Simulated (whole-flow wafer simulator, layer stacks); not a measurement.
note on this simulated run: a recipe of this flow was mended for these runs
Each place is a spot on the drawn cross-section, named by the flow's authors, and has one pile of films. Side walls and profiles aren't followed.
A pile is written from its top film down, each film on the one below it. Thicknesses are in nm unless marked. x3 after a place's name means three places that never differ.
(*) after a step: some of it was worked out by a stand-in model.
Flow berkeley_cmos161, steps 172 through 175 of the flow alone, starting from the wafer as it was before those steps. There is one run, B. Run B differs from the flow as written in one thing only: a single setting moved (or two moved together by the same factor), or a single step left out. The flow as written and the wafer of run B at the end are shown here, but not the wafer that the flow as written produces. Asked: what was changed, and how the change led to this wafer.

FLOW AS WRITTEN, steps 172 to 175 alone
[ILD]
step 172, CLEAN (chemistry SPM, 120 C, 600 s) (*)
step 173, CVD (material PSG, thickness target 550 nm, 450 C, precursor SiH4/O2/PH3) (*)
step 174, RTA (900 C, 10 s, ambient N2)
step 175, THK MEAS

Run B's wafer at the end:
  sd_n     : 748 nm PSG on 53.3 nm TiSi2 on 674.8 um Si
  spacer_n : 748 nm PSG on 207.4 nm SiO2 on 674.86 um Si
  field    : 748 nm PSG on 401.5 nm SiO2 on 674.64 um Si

The reason: step 173, CVD: thickness target 748 nm was run, though the flow has thickness target 550 nm.
The wafer lets one read it off: sd_n has PSG 748, and step 173 as written asks for 550 nm.

Step by step, how the change led to this:
  step 173, CVD (material PSG, thickness target 550 nm, 450 C, precursor SiH4/O2/PH3) (*)
      field, sd_n, spacer_n, gate_n, spacer_p, gate_p, contact x2: +748 PSG (new film) (in the flow as written it would be: +550 PSG (new film))
      sd_p: +706.8 PSG (new film) (in the flow as written it would be: +522.4 PSG (new film))
